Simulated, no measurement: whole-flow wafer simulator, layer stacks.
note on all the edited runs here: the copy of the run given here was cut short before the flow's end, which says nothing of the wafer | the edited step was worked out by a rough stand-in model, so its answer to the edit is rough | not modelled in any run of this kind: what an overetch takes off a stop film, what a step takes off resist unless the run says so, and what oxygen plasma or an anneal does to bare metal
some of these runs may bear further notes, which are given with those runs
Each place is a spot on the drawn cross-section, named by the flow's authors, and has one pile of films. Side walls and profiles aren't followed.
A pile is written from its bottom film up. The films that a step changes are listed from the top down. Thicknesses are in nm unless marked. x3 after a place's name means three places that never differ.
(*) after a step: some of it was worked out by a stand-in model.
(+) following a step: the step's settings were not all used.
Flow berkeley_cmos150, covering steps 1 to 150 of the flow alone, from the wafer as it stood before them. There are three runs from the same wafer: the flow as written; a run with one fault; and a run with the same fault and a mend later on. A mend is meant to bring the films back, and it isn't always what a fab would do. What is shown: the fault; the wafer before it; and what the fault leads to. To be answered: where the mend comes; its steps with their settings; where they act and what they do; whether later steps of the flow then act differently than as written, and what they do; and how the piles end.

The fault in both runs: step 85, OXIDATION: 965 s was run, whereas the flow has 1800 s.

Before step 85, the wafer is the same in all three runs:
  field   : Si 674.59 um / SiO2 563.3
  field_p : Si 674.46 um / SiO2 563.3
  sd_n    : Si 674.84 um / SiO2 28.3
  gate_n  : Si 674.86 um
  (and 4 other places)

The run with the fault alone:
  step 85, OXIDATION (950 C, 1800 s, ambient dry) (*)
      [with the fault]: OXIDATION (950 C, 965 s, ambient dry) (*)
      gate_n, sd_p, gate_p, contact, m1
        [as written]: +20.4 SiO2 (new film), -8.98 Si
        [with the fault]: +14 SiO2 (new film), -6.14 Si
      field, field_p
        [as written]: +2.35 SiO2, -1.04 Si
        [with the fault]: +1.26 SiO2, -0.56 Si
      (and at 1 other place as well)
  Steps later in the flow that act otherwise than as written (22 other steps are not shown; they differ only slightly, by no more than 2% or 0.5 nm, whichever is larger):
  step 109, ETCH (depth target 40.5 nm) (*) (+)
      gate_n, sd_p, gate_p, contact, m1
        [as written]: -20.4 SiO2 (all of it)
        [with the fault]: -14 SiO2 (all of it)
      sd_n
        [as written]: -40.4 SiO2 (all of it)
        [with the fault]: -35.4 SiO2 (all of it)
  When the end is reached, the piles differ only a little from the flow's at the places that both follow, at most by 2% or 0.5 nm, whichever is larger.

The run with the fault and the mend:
  After step 94 comes the mend.
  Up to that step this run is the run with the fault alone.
  step 94a, STRIP (*) (+)
      field_p
        -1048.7 KrF resist (all of it)
      sd_p
        -1275 KrF resist (all of it)
      gate_p
        -1249.6 KrF resist (all of it)
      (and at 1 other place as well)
  step 94b, CLEAN (chemistry SPM, 600 s) (the flow's step 77 again)
      leaves every film unchanged at each place that is followed
  step 94c, OXIDATION (950 C, 731 s, ambient dry) (*) (the flow's step 85 again, with other settings)
      gate_n, sd_p, gate_p, contact, m1
        +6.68 SiO2, -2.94 Si
      field, field_p
        +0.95 SiO2, -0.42 Si
      sd_n
        +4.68 SiO2, -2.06 Si
  step 94d, HMDS (the flow's step 88 again)
      leaves every film unchanged at each place that is followed
  step 94e, COAT (KrF resist, thickness 1100 nm) (*) (the flow's step 89 again)
      field
        +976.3 KrF resist (new film)
      field_p
        +1087.8 KrF resist (new film)
      sd_n
        +1243.1 KrF resist (new film)
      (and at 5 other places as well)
  step 94f, SOFTBAKE (KrF resist) (the flow's step 90 again)
      leaves every film unchanged at each place that is followed
  step 94g, EXPOSE (photomask NWELL INV, NA 0.5, wavelength 248 nm) (*) (the flow's step 91 again)
      leaves every film unchanged at each place that is followed
  step 94h, PEB (KrF resist, 110 C, 90 s) (the flow's step 92 again)
      field
        -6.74 KrF resist
      field_p
        -7.53 KrF resist
      sd_n
        -8.63 KrF resist
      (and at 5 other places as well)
  step 94i, DEVELOP (KrF resist, thickness 1100 nm, developer developer-D-0.26N, 45 s) (the flow's step 93 again)
      field_p, sd_p, gate_p, m1
        -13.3 KrF resist
      field
        -969.5 KrF resist (all of it)
      sd_n
        -1234.5 KrF resist (all of it)
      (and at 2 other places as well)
  step 94j, HARDBAKE (120 C, 7200 s) (the flow's step 94 again)
      field_p
        -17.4 KrF resist
      sd_p
        -21.4 KrF resist
      gate_p
        -20.9 KrF resist
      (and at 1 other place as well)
  Later steps of the flow that are run all act as written at every place that is followed, up to a difference of at most 2% or 0.5 nm, whichever is larger.
  When the end is reached, the piles differ only a little from the flow's at the places that both follow, at most by 2% or 0.5 nm, whichever is larger.
